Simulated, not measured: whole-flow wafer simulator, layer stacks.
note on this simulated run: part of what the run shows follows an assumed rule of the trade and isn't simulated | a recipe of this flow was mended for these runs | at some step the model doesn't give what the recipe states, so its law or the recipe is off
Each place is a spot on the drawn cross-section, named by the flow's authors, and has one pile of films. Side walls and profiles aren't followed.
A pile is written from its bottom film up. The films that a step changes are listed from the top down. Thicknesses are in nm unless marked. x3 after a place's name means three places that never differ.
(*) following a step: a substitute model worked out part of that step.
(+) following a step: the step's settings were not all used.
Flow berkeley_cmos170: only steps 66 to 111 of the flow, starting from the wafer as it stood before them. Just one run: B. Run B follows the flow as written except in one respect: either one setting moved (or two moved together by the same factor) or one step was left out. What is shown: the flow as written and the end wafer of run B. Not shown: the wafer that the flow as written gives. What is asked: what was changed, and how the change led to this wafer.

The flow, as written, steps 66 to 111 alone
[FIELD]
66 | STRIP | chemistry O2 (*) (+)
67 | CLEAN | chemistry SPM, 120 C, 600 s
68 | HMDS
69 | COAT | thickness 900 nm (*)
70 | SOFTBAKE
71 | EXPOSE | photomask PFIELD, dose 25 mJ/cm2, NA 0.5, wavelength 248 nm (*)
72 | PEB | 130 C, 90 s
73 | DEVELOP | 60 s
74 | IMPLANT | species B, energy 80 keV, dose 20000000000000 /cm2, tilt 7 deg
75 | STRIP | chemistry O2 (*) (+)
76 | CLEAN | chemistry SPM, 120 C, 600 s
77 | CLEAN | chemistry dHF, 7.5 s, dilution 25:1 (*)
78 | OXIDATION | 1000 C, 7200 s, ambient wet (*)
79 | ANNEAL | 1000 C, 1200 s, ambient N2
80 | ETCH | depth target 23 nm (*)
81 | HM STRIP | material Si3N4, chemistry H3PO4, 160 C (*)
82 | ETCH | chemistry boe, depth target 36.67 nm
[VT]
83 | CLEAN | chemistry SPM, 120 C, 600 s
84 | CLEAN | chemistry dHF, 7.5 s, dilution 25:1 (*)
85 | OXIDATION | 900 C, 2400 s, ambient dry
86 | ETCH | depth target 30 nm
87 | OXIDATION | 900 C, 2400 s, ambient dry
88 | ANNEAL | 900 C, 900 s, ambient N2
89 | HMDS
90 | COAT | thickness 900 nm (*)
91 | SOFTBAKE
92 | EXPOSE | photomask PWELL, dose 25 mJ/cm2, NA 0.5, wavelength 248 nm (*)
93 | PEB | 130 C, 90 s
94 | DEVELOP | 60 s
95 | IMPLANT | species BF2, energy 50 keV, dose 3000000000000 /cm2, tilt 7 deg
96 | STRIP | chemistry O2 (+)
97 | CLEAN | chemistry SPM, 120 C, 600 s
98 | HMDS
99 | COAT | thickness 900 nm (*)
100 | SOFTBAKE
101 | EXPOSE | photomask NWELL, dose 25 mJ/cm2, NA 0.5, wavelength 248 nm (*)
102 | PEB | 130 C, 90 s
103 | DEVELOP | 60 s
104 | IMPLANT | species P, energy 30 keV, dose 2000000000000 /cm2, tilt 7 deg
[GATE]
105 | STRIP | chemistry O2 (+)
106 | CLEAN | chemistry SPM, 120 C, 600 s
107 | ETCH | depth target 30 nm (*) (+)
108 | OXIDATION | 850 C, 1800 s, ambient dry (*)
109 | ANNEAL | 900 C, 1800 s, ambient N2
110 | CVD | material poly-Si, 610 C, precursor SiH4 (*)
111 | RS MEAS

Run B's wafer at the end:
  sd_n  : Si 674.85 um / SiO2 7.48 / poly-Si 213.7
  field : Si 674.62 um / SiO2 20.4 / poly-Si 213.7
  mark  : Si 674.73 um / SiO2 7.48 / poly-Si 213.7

What caused this: step 81, HM STRIP: 208 C was run, though the flow has 160 C.

The path from the change to this, step by step:
  81 | HM STRIP | material Si3N4, chemistry H3PO4, 160 C (*)
      mark, sd_n, spacer_n and 9 more: chemical SiO2 gains 0.5 (new film), Si3N4 loses 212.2 (all of it), SiO2 loses 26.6 (all of it), Si loses 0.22 (in the flow as written it would be: Si3N4 loses 212.2 (all of it), SiO2 loses 11.1)
      field: SiO2 loses 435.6 (in the flow as written it would be: SiO2 loses 17.7)
  82 | ETCH | chemistry boe, depth target 36.67 nm
      mark, sd_n, spacer_n and 9 more: chemical SiO2 loses 0.5 (all of it) (in the flow as written it would be: SiO2 loses 15.5 (all of it))
  85 | OXIDATION | 900 C, 2400 s, ambient dry
      field: SiO2 gains 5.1, Si loses 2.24 (in the flow as written it would be: SiO2 gains 1.6, Si loses 0.71)
  87 | OXIDATION | 900 C, 2400 s, ambient dry
      field: SiO2 gains 5.86, Si loses 2.58 (in the flow as written it would be: SiO2 gains 1.68, Si loses 0.74)
  90 | COAT | thickness 900 nm (*)
      field: KrF-resist gains 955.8 (new film) (in the flow as written it would be: KrF-resist gains 840.6 (new film))
      sd_n: KrF-resist gains 806.8 (new film) (in the flow as written it would be: KrF-resist gains 1004.6 (new film))
      (also at 10 further places)
  93 | PEB | 130 C, 90 s
      sd_n: KrF-resist loses 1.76 (in the flow as written it would be: KrF-resist loses 2.28)
  94 | DEVELOP | 60 s
      field: KrF-resist loses 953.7 (all of it) (in the flow as written it would be: KrF-resist loses 838.8 (all of it))
      sd_n: KrF-resist loses 805 (all of it) (in the flow as written it would be: KrF-resist loses 1002.3 (all of it))
      (also at 7 further places)
  96 | STRIP | chemistry O2 (+)
      sd_p: KrF-resist loses 802 (all of it) (in the flow as written it would be: KrF-resist loses 971.9 (all of it))
      spacer_p: KrF-resist loses 817.6 (all of it) (in the flow as written it would be: KrF-resist loses 953.7 (all of it))
      (also at 1 further place)
  99 | COAT | thickness 900 nm (*)
      field: KrF-resist gains 955.8 (new film) (in the flow as written it would be: KrF-resist gains 840.6 (new film))
      sd_n: KrF-resist gains 806.8 (new film) (in the flow as written it would be: KrF-resist gains 1004.6 (new film))
      (also at 10 further places)
  102 | PEB | 130 C, 90 s
      sd_n: KrF-resist loses 1.76 (in the flow as written it would be: KrF-resist loses 2.28)
  103 | DEVELOP | 60 s
      sd_p: KrF-resist loses 817 (all of it) (in the flow as written it would be: KrF-resist loses 986.9 (all of it))
      spacer_p: KrF-resist loses 832.6 (all of it) (in the flow as written it would be: KrF-resist loses 968.6 (all of it))
      (also at 1 further place)
  105 | STRIP | chemistry O2 (+)
      field: KrF-resist loses 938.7 (all of it) (in the flow as written it would be: KrF-resist loses 823.8 (all of it))
      sd_n: KrF-resist loses 790.1 (all of it) (in the flow as written it would be: KrF-resist loses 987.4 (all of it))
      (also at 7 further places)
  108 | OXIDATION | 850 C, 1800 s, ambient dry (*)
      field: SiO2 gains 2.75, Si loses 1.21 (in the flow as written it would be: SiO2 gains 0.52, Si loses 0.23)
